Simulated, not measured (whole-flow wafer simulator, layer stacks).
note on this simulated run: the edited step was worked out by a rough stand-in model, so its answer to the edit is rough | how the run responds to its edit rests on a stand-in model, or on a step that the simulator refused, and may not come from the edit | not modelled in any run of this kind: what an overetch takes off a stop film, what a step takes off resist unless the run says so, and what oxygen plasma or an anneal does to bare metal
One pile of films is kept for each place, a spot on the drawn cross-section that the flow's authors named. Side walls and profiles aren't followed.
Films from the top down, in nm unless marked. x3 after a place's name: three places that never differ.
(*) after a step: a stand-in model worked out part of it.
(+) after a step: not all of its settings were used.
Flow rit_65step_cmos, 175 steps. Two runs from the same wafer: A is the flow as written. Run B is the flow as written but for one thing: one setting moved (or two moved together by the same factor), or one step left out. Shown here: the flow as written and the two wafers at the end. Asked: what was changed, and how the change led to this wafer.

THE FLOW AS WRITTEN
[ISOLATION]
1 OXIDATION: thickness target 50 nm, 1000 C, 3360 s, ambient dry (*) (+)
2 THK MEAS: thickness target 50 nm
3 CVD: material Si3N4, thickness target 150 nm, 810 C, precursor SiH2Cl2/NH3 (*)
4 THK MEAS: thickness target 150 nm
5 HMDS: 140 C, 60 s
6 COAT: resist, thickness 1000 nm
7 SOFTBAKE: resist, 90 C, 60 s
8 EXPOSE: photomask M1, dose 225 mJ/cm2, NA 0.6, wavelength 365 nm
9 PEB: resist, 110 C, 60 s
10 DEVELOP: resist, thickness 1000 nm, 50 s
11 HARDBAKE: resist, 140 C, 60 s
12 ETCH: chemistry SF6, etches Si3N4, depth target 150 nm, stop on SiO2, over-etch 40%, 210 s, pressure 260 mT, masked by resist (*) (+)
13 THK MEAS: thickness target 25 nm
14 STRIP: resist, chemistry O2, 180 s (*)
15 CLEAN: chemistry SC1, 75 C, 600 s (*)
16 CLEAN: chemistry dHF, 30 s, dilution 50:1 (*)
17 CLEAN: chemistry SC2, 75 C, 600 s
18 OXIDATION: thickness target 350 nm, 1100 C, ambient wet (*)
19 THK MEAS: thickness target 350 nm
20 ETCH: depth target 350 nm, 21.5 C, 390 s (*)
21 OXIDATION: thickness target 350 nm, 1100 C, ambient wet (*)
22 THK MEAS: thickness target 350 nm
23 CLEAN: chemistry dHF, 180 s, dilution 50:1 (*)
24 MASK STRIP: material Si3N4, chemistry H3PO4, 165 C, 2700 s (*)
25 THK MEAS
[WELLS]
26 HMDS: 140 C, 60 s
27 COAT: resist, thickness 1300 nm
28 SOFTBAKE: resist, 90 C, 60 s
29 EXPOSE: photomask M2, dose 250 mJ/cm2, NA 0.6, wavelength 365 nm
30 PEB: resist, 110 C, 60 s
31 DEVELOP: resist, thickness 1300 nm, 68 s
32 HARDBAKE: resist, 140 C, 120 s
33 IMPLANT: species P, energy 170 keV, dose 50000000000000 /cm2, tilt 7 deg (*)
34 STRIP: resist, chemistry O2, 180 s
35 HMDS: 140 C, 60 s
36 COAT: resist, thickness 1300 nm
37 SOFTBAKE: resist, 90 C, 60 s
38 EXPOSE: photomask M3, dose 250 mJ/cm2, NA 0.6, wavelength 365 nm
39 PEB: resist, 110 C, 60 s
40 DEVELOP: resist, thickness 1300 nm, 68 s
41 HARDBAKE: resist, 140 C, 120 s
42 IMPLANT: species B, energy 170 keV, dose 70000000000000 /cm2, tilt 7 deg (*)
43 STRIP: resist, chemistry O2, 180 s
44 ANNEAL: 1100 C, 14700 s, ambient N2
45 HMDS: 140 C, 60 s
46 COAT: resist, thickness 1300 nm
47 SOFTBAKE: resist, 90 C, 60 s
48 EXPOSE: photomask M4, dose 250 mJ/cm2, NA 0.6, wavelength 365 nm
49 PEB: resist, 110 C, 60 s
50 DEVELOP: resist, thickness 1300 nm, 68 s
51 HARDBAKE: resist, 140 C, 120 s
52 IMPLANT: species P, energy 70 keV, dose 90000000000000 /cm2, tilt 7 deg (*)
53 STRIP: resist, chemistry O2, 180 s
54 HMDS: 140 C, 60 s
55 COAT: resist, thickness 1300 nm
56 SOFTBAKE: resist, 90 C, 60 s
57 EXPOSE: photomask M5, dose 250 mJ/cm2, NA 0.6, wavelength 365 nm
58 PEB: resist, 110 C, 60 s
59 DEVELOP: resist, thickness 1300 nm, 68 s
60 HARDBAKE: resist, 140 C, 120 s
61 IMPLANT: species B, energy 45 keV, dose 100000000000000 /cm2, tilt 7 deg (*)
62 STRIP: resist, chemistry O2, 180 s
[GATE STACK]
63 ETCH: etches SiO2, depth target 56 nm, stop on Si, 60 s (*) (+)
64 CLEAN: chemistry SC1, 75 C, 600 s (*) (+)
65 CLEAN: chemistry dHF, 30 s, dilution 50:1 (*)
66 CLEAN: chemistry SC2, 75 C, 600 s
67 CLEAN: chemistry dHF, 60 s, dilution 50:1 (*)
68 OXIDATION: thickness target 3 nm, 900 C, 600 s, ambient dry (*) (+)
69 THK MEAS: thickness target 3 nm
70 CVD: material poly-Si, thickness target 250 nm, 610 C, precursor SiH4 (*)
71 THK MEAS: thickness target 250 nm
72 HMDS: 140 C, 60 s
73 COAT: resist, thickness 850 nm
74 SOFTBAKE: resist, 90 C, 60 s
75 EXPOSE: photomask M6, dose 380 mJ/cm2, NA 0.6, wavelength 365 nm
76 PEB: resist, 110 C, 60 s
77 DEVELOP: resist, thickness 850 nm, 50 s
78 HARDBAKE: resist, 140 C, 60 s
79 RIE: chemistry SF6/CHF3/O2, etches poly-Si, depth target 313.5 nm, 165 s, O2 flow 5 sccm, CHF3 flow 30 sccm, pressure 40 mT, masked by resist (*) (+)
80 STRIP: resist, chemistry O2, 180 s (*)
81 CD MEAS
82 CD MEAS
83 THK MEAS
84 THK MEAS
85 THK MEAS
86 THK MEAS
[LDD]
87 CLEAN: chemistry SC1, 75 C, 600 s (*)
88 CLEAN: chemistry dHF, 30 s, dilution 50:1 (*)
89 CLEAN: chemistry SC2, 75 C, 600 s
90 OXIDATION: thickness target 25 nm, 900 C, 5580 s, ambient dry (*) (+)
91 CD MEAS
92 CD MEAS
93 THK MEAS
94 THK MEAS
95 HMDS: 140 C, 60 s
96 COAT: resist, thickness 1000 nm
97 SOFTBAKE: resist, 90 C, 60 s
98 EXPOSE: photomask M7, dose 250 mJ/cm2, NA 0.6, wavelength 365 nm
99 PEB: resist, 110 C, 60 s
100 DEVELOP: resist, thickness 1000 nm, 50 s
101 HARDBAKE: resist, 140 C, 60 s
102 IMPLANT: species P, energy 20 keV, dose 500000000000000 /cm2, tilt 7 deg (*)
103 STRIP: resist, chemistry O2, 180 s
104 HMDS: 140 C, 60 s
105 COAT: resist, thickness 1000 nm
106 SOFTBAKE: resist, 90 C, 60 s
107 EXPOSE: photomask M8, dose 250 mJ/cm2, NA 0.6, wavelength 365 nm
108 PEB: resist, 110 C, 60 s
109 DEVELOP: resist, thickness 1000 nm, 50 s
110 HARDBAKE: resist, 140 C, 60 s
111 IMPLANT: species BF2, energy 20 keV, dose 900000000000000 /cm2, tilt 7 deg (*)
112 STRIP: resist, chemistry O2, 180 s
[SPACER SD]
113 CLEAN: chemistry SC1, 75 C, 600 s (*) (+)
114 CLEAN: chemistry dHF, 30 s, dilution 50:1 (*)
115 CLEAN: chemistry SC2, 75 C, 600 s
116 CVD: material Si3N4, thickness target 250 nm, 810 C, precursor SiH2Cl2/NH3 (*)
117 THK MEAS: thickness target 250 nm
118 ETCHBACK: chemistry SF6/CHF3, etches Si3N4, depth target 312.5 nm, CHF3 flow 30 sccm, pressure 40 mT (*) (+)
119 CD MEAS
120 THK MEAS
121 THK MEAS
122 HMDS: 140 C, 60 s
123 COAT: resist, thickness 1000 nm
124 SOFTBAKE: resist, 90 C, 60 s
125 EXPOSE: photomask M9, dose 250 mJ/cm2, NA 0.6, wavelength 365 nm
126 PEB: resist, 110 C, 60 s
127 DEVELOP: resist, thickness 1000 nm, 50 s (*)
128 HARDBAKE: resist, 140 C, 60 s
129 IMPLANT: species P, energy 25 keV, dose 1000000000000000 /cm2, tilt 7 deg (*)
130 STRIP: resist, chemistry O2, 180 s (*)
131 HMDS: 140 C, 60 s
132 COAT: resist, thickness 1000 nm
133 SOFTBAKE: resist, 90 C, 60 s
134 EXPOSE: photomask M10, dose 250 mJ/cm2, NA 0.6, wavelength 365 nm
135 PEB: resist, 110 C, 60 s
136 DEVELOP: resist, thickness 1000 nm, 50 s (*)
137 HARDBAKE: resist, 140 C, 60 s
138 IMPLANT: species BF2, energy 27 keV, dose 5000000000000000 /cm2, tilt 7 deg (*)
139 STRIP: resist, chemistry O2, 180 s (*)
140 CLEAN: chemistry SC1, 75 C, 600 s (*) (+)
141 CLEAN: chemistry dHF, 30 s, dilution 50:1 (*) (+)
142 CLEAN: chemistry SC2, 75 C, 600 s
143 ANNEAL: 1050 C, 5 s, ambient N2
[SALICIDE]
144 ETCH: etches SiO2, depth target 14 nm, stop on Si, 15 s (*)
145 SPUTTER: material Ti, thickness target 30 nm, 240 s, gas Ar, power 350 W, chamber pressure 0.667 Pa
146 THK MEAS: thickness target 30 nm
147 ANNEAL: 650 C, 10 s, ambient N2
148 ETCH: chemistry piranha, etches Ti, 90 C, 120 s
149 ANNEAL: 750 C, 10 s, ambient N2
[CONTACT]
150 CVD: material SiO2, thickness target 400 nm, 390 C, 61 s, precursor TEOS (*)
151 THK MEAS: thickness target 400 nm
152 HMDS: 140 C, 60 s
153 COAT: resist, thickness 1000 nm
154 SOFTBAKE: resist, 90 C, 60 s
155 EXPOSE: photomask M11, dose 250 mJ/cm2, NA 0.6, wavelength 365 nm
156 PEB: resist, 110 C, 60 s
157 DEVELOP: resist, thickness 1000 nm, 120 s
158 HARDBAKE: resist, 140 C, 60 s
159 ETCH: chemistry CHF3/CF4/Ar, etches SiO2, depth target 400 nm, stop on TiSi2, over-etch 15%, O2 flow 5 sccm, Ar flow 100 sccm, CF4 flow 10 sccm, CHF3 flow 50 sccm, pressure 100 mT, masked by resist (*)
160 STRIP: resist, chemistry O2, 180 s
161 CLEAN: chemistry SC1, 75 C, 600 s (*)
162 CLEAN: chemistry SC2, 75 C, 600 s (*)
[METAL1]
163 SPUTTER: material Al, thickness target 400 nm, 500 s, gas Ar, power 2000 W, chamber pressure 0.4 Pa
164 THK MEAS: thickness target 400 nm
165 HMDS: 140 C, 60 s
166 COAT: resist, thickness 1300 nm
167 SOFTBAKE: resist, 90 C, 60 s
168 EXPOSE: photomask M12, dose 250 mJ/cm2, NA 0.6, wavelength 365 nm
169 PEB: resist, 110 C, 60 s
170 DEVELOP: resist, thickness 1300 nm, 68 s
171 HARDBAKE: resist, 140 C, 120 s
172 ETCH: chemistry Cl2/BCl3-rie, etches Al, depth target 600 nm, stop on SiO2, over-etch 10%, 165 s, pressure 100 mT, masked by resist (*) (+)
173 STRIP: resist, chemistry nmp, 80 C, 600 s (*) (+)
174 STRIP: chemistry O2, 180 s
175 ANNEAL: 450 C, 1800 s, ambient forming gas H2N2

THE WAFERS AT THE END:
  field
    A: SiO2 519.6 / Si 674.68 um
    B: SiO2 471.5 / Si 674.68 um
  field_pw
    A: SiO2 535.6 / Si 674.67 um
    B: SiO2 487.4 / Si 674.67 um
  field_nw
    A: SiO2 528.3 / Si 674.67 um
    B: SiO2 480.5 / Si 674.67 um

The cause: step 118, ETCHBACK: depth target 375 nm was run, where the flow has depth target 312.5 nm.

How the change led to this, step by step:
  118 ETCHBACK: chemistry SF6/CHF3, etches Si3N4, depth target 312.5 nm, CHF3 flow 30 sccm, pressure 40 mT (*) (+)
      field, field_pw, field_nw, field_p: A Si3N4 -250 (all of it), SiO2 -48.1 | B Si3N4 -250 (all of it), SiO2 -96.2
      spacer, spacer_p: A Si3N4 -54 | B Si3N4 -116.5
      (and at 2 more places)
  123 COAT: resist, thickness 1000 nm
      field: A resist +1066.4 (new film) | B resist +1098.8 (new film)
      field_pw: A resist +1044.8 (new film) | B resist +1068.1 (new film)
      (and at 6 more places)
  126 PEB: resist, 110 C, 60 s
      gate_n, gate_p: A resist -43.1 | B resist -47.6
      field: A resist -55.6 | B resist -57.3
      (and at 5 more places)
  127 DEVELOP: resist, thickness 1000 nm, 50 s (*)
      field: A resist -1010.9 (all of it) | B resist -1041.5 (all of it)
      gate_n: A resist -791.9 (all of it) | B resist -871 (all of it)
      (and at 1 more place)
  128 HARDBAKE: resist, 140 C, 60 s
      field_pw: A resist -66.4 | B resist -68.4
      field_nw: A resist -67.1 | B resist -68.8
      (and at 3 more places)
  130 STRIP: resist, chemistry O2, 180 s (*)
      field_pw: A resist -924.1 (all of it) | B resist -944 (all of it)
      field_nw: A resist -928.7 (all of it) | B resist -949 (all of it)
      (and at 3 more places)
  132 COAT: resist, thickness 1000 nm
      field: A resist +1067 (new film) | B resist +1099.3 (new film)
      field_pw: A resist +1045.2 (new film) | B resist +1068.4 (new film)
      (and at 6 more places)
  135 PEB: resist, 110 C, 60 s
      spacer, spacer_p: A resist -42 | B resist -44.5
      field: A resist -55.6 | B resist -57.4
      (and at 5 more places)
  136 DEVELOP: resist, thickness 1000 nm, 50 s (*)
      field_p: A resist -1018 (all of it) | B resist -1048.4 (all of it)
      gate_p: A resist -792.8 (all of it) | B resist -871.9 (all of it)
      (and at 1 more place)
  137 HARDBAKE: resist, 140 C, 60 s
      field: A resist -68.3 | B resist -70.6
      field_pw: A resist -66.4 | B resist -68.4
      (and at 3 more places)
  139 STRIP: resist, chemistry O2, 180 s (*)
      field: A resist -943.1 (all of it) | B resist -971.4 (all of it)
      field_pw: A resist -924.5 (all of it) | B resist -944.4 (all of it)
      (and at 3 more places)
  145 SPUTTER: material Ti, thickness target 30 nm, 240 s, gas Ar, power 350 W, chamber pressure 0.667 Pa
      gate_n: A Ti +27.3 (new film) | B Ti +21 (new film)
      gate_p: A Ti +27.2 (new film) | B Ti +21 (new film)
  147 ANNEAL: 650 C, 10 s, ambient N2
      gate_n: A Ti -21.3, TiSi first +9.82 (new film), TiSi2 C49 +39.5 (new film), poly-Si -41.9 | B Ti -16.4, TiSi2 C49 +41.8 (new film), poly-Si -37.4
      gate_p: A Ti -21.2, TiSi first +9.56 (new film), TiSi2 C49 +39.6 (new film), poly-Si -41.9 | B Ti -16.3, TiSi2 C49 +41.6 (new film), poly-Si -37.2
  148 ETCH: chemistry piranha, etches Ti, 90 C, 120 s
      gate_n: A Ti -6 (all of it), TiSi first -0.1 | B Ti -4.63 (all of it), TiSi2 C49 -0.11
      gate_p: A Ti -5.97 (all of it), TiSi first -0.1 | B Ti -4.61 (all of it), TiSi2 C49 -0.11
  149 ANNEAL: 750 C, 10 s, ambient N2
      gate_n: A TiSi2 +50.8 (new film), TiSi first -9.72 (all of it), TiSi2 C49 -39.5 (all of it), poly-Si -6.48 | B TiSi2 +40.9 (new film), TiSi2 C49 -41.7 (all of it)
      gate_p: A TiSi2 +50.6 (new film), TiSi first -9.46 (all of it), TiSi2 C49 -39.6 (all of it), poly-Si -6.31 | B TiSi2 +40.8 (new film), TiSi2 C49 -41.5 (all of it)
  150 CVD: material SiO2, thickness target 400 nm, 390 C, 61 s, precursor TEOS (*)
      gate_n: A SiO2 +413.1 (new film) | B SiO2 +448.7 (new film)
      gate_p: A SiO2 +413.7 (new film) | B SiO2 +449.3 (new film)
  ... 6 more steps ...
  170 DEVELOP: resist, thickness 1300 nm, 68 s
      field: A resist -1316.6 (all of it) | B resist -1352.1 (all of it)
      field_p: A resist -1324.1 (all of it) | B resist -1359.6 (all of it)
      (and at 4 more places)
